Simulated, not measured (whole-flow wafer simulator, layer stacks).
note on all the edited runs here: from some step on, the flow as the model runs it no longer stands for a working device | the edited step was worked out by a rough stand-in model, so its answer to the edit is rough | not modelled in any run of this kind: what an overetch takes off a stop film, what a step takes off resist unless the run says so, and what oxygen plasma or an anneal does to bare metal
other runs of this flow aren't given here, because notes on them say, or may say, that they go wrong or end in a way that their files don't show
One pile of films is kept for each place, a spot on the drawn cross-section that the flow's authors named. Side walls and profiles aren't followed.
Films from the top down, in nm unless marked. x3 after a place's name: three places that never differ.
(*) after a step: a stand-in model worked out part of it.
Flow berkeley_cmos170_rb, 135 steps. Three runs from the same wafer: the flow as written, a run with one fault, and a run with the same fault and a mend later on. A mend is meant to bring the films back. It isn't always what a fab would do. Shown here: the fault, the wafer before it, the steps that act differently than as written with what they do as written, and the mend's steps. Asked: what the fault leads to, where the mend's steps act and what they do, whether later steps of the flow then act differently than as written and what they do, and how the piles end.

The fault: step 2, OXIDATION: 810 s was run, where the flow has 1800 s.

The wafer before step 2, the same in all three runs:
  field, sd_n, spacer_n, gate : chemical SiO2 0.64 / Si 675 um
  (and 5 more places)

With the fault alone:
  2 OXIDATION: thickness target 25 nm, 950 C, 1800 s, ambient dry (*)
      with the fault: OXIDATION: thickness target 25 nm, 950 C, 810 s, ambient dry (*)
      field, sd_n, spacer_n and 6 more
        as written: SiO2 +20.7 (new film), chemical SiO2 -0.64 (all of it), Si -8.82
        with the fault: SiO2 +12.8 (new film), chemical SiO2 -0.64 (all of it), Si -5.36
  Later steps of the flow that act differently than as written:
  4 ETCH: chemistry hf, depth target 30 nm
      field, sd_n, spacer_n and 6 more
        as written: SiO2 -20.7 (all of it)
        with the fault: SiO2 -12.8 (all of it)
  At the end the piles differ from the flow's only slightly at the places that both follow, by at most 2% or 0.5 nm, whichever is larger.

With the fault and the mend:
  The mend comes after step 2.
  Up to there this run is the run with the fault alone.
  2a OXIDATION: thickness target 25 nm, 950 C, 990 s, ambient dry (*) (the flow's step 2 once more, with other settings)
      field, sd_n, spacer_n and 6 more
        SiO2 +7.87, Si -3.46
  No later step of the flow acts differently than as written at any place that is followed.
  At the end the piles are the same as the flow's at every place that both follow.
